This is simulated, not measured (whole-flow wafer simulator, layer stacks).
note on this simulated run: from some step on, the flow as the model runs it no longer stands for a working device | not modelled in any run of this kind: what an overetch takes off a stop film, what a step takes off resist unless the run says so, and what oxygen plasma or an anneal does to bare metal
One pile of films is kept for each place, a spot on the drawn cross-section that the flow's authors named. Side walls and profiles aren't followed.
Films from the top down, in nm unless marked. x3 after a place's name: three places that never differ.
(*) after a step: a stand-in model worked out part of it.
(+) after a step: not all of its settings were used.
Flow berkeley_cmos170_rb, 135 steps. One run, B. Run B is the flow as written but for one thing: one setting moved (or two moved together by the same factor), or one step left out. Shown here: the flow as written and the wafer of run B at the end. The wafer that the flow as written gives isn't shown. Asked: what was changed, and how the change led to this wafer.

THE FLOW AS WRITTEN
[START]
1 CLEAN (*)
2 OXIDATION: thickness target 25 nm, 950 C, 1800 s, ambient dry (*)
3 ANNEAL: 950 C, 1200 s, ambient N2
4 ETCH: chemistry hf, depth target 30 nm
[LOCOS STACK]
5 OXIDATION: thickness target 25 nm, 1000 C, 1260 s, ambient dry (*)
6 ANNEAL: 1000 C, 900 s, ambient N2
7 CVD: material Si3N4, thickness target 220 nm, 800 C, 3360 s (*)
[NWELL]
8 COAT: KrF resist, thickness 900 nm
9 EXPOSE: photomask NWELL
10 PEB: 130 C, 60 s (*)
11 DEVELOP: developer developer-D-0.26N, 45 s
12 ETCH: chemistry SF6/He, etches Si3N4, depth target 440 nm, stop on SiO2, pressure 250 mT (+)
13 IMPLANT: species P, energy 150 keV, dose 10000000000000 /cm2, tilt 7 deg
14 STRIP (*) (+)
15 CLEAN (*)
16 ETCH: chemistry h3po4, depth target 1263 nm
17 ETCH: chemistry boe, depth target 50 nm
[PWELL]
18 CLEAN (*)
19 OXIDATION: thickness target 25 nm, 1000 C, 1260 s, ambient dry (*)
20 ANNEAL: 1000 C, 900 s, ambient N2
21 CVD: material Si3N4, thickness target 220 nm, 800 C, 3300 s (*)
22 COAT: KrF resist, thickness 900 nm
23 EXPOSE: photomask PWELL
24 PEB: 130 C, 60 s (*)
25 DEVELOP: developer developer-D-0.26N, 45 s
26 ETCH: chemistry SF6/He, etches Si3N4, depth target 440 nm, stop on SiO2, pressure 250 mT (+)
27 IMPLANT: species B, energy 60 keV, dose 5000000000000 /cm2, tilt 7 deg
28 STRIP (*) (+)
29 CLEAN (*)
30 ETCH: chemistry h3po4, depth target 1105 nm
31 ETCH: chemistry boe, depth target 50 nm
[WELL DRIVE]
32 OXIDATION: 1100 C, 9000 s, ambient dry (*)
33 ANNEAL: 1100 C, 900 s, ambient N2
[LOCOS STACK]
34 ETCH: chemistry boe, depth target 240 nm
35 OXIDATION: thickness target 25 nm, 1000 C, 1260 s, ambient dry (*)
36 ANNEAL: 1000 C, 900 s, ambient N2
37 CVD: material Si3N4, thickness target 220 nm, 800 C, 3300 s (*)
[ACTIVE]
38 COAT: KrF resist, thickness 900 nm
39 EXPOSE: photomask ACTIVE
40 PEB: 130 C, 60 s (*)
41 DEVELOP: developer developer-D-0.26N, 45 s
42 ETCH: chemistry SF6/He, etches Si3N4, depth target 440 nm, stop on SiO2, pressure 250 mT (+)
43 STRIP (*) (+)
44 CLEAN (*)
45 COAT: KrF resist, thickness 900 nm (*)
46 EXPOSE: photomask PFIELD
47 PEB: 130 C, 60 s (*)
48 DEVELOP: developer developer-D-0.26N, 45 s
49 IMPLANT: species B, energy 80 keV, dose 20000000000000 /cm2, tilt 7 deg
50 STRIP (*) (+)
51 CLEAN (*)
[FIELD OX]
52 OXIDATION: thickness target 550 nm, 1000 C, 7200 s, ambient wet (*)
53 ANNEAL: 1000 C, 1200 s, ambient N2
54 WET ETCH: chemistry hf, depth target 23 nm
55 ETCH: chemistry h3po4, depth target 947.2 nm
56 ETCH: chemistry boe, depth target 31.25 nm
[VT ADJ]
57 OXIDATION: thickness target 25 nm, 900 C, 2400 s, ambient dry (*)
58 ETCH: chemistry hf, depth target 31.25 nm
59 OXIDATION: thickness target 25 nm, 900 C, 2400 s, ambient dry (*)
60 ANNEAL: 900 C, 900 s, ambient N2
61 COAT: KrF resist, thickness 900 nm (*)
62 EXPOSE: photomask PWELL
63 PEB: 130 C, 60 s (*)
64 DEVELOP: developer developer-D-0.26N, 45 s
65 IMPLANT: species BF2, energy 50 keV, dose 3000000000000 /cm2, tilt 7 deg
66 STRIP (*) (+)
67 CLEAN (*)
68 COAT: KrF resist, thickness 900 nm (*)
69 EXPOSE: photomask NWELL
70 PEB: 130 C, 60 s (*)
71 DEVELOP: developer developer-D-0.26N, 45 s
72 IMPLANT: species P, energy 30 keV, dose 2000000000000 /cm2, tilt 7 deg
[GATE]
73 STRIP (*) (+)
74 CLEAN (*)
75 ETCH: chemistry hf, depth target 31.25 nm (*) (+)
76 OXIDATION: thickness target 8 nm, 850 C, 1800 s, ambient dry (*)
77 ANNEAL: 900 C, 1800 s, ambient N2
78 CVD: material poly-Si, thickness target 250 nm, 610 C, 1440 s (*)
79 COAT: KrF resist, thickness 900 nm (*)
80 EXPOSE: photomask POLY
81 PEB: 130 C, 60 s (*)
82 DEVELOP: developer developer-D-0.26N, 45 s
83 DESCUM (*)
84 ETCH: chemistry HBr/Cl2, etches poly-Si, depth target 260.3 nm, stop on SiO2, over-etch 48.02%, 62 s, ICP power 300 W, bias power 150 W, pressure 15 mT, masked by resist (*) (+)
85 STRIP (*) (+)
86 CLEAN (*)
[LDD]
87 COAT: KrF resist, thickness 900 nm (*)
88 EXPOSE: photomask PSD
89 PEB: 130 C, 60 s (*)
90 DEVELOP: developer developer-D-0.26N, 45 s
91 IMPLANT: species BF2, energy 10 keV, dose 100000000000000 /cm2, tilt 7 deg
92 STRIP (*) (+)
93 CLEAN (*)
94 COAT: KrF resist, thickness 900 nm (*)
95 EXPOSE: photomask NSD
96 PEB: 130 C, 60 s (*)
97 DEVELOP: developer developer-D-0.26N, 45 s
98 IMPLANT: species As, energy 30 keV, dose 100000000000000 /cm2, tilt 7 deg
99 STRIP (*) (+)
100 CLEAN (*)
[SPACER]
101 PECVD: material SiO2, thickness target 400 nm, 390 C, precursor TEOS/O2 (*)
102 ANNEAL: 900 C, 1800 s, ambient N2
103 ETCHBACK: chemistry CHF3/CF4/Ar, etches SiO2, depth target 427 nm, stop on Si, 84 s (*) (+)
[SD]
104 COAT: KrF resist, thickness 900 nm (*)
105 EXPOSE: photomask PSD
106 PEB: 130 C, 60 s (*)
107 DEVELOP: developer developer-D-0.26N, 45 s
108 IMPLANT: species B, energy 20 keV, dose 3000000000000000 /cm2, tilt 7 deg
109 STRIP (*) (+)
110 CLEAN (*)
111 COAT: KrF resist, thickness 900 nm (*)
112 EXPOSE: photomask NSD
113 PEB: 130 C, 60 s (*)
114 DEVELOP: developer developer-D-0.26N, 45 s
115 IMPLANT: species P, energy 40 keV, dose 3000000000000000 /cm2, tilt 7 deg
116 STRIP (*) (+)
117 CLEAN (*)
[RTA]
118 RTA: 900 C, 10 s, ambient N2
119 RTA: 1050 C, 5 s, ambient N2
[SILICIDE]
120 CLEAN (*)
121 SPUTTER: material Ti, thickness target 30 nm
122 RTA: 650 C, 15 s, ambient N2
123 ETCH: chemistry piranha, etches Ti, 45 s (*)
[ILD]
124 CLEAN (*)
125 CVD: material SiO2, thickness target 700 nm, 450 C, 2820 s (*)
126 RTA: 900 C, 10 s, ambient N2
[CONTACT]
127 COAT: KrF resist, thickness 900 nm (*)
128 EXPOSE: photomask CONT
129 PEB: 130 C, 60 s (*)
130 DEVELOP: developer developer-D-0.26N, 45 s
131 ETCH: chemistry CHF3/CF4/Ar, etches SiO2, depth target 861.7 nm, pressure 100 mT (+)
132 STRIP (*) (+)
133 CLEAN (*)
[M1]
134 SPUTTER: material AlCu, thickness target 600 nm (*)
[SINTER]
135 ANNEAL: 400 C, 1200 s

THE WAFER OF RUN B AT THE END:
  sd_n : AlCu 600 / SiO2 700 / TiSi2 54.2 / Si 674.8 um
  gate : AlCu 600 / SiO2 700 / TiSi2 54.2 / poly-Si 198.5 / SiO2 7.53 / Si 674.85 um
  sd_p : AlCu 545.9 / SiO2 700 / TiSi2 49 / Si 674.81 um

The cause: step 121, SPUTTER: thickness target 29 nm was run, where the flow has thickness target 30 nm.

How the change led to this, step by step:
  121 SPUTTER: material Ti, thickness target 30 nm
      field, sd_n, spacer_n, gate, spacer_p, gate_p, contact, m1: Ti +29 (new film) (as written it would be: Ti +30 (new film))
      sd_p: Ti +26.2 (new film) (as written it would be: Ti +27.1 (new film))
  122 RTA: 650 C, 15 s, ambient N2
      sd_p: Ti -20.4, TiSi2 C49 +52 (new film), Si -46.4 (as written it would be: Ti -21.1, TiSi first +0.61 (new film), TiSi2 C49 +52.9 (new film), Si -47.6)
      sd_n, contact, m1: Ti -22.6, TiSi first +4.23 (new film), TiSi2 C49 +51.2 (new film), Si -48.5 (as written it would be: Ti -23.4, TiSi first +6.2 (new film), TiSi2 C49 +50.3 (new film), Si -49)
      (and at 2 more places)
  123 ETCH: chemistry piranha, etches Ti, 45 s (*)
      field, spacer_n, spacer_p: Ti -29 (all of it) (as written it would be: Ti -30 (all of it))
  126 RTA: 900 C, 10 s, ambient N2
      sd_p: under 1 film: TiSi2 +49 (new film), TiSi2 C49 -52 (all of it) (as written it would be: under 1 film: TiSi2 +50.7 (new film), TiSi first -0.61 (all of it), TiSi2 C49 -52.9 (all of it), Si -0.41)
      sd_n, contact, m1: under 1 film: TiSi2 +54.2 (new film), TiSi first -4.23 (all of it), TiSi2 C49 -51.2 (all of it), Si -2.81 (as written it would be: under 1 film: TiSi2 +56 (new film), TiSi first -6.2 (all of it), TiSi2 C49 -50.3 (all of it), Si -4.12)
      (and at 2 more places)
